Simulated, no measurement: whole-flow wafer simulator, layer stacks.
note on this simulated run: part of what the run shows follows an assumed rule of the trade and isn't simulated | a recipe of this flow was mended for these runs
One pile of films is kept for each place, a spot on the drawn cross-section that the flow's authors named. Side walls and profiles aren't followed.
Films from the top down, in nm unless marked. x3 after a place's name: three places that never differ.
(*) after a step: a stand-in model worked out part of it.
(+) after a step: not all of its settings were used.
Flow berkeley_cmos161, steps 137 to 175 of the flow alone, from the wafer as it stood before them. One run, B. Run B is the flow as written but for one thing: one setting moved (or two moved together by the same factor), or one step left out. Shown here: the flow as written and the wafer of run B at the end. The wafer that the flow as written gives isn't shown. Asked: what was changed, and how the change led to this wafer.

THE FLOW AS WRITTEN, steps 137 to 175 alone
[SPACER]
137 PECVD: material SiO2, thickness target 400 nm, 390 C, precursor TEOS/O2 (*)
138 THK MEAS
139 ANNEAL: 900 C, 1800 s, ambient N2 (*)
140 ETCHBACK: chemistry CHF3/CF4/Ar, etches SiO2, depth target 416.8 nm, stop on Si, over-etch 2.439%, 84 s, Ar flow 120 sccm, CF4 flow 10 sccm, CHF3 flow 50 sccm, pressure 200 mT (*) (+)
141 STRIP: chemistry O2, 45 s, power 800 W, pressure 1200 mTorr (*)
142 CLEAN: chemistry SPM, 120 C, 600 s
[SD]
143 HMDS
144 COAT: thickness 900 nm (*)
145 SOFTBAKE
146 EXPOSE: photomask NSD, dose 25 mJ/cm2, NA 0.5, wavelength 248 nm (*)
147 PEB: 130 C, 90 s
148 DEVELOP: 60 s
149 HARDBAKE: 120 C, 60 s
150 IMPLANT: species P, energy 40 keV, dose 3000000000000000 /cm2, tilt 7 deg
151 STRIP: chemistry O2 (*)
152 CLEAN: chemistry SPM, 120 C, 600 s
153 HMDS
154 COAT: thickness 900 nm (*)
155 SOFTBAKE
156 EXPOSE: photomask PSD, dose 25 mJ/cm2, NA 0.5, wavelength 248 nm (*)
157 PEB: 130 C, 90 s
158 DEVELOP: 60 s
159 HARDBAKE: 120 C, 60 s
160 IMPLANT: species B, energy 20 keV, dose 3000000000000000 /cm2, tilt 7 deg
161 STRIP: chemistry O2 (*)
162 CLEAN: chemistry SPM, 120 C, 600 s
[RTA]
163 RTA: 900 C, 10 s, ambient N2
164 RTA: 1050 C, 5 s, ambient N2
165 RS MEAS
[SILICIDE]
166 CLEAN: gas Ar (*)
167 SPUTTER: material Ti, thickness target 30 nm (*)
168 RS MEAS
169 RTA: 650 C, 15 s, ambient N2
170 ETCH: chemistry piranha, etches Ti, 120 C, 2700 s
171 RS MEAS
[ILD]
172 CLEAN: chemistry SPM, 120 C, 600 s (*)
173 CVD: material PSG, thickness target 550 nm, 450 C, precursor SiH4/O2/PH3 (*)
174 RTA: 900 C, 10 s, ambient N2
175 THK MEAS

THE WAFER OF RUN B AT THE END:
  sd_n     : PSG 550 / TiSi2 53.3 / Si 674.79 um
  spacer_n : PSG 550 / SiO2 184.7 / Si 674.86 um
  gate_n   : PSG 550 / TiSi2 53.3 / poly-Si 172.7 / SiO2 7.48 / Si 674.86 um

The cause: step 137, PECVD: thickness target 200 nm was run, where the flow has thickness target 400 nm.

How the change led to this, step by step:
  137 PECVD: material SiO2, thickness target 400 nm, 390 C, precursor TEOS/O2 (*)
      field, sd_n, contact, m1: SiO2 +200 (as written it would be: SiO2 +400)
      spacer_n, sd_p, spacer_p: SiO2 +193.1 (as written it would be: SiO2 +385.3)
      (and at 2 more places)
  139 ANNEAL: 900 C, 1800 s, ambient N2 (*)
      field, sd_n, gate_n, gate_p, contact, m1: SiO2 -9 (as written it would be: SiO2 -18)
      spacer_n, sd_p, spacer_p: SiO2 -8.69 (as written it would be: SiO2 -17.3)
  140 ETCHBACK: chemistry CHF3/CF4/Ar, etches SiO2, depth target 416.8 nm, stop on Si, over-etch 2.439%, 84 s, Ar flow 120 sccm, CF4 flow 10 sccm, CHF3 flow 50 sccm, pressure 200 mT (*) (+)
      spacer_n, spacer_p: nothing (as written it would be: SiO2 -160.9)
      gate_n, gate_p: SiO2 -191 (all of it), chemical SiO2 -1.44 (all of it), poly-Si -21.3 (as written it would be: SiO2 -382 (all of it), chemical SiO2 -1.44 (all of it), poly-Si -3.96)
      (and at 4 more places)
  144 COAT: thickness 900 nm (*)
      field: KrF-resist +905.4 (new film) (as written it would be: KrF-resist +864.5 (new film))
      sd_n: KrF-resist +909.3 (new film) (as written it would be: KrF-resist +1006.2 (new film))
      (and at 7 more places)
  148 DEVELOP: 60 s
      sd_n: KrF-resist -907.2 (all of it) (as written it would be: KrF-resist -1003.8 (all of it))
      spacer_n: KrF-resist -750.1 (all of it) (as written it would be: KrF-resist -811.1 (all of it))
      (and at 3 more places)
  149 HARDBAKE: 120 C, 60 s
      field: KrF-resist -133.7 (as written it would be: KrF-resist -127.6)
      sd_p: KrF-resist -138.2 (as written it would be: KrF-resist -149.5)
      (and at 2 more places)
  151 STRIP: chemistry O2 (*)
      field: KrF-resist -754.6 (all of it) (as written it would be: KrF-resist -719.9 (all of it))
      sd_p: KrF-resist -779.8 (all of it), chemical SiO2 +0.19, Si -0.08 (as written it would be: KrF-resist -844.3 (all of it), chemical SiO2 +0.2, Si -0.09)
      (and at 2 more places)
  154 COAT: thickness 900 nm (*)
      field: KrF-resist +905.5 (new film) (as written it would be: KrF-resist +864.7 (new film))
      sd_n: KrF-resist +909.2 (new film) (as written it would be: KrF-resist +1006.1 (new film))
      (and at 7 more places)
  158 DEVELOP: 60 s
      sd_p: KrF-resist -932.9 (all of it) (as written it would be: KrF-resist -1008.7 (all of it))
      spacer_p: KrF-resist -749.9 (all of it) (as written it would be: KrF-resist -804.3 (all of it))
      (and at 1 more place)
  159 HARDBAKE: 120 C, 60 s
      field: KrF-resist -133.7 (as written it would be: KrF-resist -127.7)
      sd_n: KrF-resist -134.3 (as written it would be: KrF-resist -148.7)
      (and at 4 more places)
  161 STRIP: chemistry O2 (*)
      gate_n: KrF-resist -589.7 (all of it), chemical SiO2 +0.08 (as written it would be: KrF-resist -645.4 (all of it), chemical SiO2 +0.08, poly-Si -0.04)
      field: KrF-resist -754.6 (all of it) (as written it would be: KrF-resist -720.1 (all of it))
      (and at 4 more places)
  173 CVD: material PSG, thickness target 550 nm, 450 C, precursor SiH4/O2/PH3 (*)
      sd_p: PSG +550 (new film) (as written it would be: PSG +522.4 (new film))
